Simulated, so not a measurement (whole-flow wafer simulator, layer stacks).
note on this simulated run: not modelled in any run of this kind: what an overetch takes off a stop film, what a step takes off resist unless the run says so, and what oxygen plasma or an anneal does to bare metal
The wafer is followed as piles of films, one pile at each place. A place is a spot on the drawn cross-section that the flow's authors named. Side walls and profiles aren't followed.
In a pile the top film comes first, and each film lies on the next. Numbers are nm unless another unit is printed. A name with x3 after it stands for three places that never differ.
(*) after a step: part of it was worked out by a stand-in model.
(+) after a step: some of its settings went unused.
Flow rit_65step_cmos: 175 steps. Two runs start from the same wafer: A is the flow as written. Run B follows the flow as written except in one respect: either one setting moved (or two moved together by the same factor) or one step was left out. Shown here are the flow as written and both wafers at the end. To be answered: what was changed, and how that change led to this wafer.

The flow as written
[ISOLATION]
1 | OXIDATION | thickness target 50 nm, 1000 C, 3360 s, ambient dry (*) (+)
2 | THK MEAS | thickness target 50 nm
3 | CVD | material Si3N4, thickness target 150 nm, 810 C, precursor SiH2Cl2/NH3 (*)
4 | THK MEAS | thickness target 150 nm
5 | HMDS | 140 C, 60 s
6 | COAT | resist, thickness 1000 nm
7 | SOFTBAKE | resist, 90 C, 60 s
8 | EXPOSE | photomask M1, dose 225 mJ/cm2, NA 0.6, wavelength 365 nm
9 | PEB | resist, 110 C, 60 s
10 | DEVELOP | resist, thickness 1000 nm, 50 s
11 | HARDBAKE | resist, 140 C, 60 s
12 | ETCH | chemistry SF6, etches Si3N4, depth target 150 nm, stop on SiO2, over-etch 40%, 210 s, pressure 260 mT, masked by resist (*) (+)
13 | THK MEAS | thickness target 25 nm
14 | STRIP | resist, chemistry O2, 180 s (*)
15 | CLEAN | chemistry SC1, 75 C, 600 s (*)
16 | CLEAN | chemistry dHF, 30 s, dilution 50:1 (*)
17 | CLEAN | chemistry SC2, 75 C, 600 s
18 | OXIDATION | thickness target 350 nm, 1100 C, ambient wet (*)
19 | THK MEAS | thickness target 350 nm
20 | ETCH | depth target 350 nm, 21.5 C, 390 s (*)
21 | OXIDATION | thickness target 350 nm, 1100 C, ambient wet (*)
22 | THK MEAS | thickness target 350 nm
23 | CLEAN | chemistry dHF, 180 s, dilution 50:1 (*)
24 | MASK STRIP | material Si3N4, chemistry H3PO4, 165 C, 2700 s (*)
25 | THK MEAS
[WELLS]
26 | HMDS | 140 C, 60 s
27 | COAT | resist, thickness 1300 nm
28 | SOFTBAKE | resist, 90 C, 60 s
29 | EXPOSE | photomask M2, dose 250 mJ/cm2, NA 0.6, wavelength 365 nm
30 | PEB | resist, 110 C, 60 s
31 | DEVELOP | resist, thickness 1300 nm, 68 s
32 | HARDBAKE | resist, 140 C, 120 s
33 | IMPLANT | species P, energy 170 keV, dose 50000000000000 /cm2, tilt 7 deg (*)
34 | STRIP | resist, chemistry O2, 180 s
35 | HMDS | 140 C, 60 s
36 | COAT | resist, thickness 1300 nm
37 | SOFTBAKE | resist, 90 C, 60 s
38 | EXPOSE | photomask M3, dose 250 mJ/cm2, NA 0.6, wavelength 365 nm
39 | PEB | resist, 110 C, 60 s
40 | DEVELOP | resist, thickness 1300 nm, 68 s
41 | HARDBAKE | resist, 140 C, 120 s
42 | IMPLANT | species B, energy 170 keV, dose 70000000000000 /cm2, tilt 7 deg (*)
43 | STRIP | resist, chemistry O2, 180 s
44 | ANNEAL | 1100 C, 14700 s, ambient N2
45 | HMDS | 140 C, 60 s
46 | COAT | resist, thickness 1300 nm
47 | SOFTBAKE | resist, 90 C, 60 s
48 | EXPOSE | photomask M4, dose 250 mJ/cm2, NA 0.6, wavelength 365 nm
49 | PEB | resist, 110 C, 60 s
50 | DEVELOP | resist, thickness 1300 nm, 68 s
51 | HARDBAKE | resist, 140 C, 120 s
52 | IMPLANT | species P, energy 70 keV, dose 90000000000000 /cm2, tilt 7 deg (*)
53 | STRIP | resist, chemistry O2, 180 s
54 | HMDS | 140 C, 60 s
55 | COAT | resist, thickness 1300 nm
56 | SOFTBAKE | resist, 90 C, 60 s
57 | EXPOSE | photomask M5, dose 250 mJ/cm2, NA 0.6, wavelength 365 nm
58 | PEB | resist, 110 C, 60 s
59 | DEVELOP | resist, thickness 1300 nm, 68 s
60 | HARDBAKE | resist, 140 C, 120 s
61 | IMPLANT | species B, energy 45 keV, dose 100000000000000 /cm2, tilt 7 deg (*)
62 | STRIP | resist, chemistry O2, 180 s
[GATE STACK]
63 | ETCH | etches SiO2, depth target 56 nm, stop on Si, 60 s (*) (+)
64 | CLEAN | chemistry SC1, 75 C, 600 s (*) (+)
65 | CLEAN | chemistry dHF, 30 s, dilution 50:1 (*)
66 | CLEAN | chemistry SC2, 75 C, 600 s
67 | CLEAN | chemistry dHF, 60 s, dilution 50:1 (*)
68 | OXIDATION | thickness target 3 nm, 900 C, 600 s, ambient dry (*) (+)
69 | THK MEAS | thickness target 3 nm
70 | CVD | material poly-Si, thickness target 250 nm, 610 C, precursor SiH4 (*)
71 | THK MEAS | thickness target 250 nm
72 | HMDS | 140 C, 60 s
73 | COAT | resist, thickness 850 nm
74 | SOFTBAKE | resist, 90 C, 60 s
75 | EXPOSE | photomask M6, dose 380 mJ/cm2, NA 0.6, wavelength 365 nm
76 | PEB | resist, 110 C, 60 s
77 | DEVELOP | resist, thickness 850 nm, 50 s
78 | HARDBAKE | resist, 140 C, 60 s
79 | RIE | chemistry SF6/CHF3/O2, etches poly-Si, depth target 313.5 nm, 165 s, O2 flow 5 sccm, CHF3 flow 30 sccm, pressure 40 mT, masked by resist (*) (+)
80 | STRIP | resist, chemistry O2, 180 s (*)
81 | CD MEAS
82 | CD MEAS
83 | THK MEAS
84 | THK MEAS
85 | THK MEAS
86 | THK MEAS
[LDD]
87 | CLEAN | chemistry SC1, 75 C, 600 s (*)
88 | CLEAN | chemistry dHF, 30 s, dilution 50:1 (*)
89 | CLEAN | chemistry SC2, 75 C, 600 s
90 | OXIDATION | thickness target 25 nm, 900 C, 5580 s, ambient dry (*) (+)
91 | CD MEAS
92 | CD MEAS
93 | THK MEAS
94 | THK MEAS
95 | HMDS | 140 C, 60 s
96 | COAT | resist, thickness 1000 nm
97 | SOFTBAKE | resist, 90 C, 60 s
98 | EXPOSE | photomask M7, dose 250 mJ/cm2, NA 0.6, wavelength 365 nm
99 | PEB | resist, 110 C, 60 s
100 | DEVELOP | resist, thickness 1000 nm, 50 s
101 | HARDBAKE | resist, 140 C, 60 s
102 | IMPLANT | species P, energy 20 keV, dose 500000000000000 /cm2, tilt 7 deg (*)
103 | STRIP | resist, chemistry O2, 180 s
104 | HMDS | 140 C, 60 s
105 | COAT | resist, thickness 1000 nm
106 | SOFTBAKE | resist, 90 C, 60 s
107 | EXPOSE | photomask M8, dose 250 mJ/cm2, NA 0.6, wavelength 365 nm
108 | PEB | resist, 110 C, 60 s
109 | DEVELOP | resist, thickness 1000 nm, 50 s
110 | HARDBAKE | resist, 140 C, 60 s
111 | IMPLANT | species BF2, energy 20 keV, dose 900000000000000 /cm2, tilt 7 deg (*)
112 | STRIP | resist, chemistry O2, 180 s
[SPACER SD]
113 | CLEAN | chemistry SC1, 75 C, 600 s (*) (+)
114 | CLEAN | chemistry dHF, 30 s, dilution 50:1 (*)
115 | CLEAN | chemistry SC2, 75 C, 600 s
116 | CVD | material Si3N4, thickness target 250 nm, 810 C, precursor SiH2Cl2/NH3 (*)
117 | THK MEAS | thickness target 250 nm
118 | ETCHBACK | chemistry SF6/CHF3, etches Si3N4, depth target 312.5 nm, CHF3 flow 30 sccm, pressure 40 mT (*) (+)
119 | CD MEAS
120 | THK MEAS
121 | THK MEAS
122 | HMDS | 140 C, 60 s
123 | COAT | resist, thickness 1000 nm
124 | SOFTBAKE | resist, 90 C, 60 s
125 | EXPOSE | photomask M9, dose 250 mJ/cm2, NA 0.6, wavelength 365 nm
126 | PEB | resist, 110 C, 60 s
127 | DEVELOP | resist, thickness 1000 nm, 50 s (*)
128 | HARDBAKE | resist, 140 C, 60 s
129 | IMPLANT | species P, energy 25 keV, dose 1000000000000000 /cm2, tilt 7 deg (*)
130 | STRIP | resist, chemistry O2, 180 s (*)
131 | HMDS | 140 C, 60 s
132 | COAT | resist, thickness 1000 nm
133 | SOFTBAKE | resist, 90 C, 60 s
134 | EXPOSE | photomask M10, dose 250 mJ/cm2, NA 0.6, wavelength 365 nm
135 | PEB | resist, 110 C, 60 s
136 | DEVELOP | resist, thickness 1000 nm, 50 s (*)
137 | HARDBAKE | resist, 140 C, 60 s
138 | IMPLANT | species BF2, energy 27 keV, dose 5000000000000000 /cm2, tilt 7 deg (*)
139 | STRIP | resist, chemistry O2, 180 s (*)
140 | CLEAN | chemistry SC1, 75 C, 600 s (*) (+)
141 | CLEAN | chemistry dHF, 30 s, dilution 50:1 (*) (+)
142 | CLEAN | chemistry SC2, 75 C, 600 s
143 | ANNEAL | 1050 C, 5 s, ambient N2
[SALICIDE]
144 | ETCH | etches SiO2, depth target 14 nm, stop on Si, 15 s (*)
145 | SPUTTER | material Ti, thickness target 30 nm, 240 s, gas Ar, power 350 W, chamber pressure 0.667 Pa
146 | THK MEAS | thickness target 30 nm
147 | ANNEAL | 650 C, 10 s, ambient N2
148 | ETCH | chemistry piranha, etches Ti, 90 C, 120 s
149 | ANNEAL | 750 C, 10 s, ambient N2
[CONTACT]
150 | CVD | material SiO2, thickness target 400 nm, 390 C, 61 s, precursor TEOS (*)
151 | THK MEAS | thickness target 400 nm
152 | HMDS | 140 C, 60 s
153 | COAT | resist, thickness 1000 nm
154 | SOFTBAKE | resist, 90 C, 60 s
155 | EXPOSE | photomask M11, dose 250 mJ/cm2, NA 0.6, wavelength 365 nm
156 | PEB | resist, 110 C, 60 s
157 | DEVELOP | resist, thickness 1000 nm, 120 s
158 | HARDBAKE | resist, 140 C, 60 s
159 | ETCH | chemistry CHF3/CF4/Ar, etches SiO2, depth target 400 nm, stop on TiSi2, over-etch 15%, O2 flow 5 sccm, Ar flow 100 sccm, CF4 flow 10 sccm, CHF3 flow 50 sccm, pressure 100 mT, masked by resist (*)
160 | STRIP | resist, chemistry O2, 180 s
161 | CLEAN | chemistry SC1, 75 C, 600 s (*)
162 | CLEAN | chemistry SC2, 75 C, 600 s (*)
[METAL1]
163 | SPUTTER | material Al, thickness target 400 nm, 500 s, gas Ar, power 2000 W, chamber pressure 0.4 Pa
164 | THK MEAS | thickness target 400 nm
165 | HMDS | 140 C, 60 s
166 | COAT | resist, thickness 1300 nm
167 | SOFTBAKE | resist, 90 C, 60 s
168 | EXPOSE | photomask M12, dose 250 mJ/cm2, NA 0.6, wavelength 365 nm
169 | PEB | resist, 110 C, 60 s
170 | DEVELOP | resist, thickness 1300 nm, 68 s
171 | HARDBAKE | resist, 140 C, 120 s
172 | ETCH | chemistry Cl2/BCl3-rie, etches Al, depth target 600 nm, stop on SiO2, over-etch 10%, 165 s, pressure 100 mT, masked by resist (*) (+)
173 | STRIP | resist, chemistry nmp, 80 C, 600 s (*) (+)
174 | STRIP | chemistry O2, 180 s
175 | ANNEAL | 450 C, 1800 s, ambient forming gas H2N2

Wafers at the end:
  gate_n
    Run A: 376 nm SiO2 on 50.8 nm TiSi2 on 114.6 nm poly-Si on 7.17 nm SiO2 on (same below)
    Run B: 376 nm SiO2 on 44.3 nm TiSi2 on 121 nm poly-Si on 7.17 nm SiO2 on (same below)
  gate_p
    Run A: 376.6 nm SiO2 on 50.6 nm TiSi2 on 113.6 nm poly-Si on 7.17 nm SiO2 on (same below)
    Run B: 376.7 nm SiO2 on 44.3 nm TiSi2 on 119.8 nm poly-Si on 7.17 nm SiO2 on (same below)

The reason: step 147, ANNEAL: 4 s was run, whereas the flow has 10 s.

How this came from the change, step by step:
  147 | ANNEAL | 650 C, 10 s, ambient N2
      gate_n: A Ti loses 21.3, TiSi first gains 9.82 (new film), TiSi2 C49 gains 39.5 (new film), poly-Si loses 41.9 | B Ti loses 18.5, TiSi first gains 19.9 (new film), TiSi2 C49 gains 17.3 (new film), poly-Si loses 28.8
      gate_p: A Ti loses 21.2, TiSi first gains 9.56 (new film), TiSi2 C49 gains 39.6 (new film), poly-Si loses 41.9 | B Ti loses 18.5, TiSi first gains 19.9 (new film), TiSi2 C49 gains 17.3 (new film), poly-Si loses 28.8
  148 | ETCH | chemistry piranha, etches Ti, 90 C, 120 s
      gate_n: A Ti loses 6 (all of it), TiSi first loses 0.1 | B Ti loses 8.82 (all of it), TiSi first loses 0.1
      gate_p: A Ti loses 5.97 (all of it), TiSi first loses 0.1 | B Ti loses 8.7 (all of it), TiSi first loses 0.1
  149 | ANNEAL | 750 C, 10 s, ambient N2
      gate_n: A TiSi2 gains 50.8 (new film), TiSi first loses 9.72 (all of it), TiSi2 C49 loses 39.5 (all of it), poly-Si loses 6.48 | B TiSi2 gains 44.3 (new film), TiSi first loses 19.8 (all of it), TiSi2 C49 loses 17.3 (all of it), poly-Si loses 13.2
      gate_p: A TiSi2 gains 50.6 (new film), TiSi first loses 9.46 (all of it), TiSi2 C49 loses 39.6 (all of it), poly-Si loses 6.31 | B TiSi2 gains 44.3 (new film), TiSi first loses 19.8 (all of it), TiSi2 C49 loses 17.3 (all of it), poly-Si loses 13.2
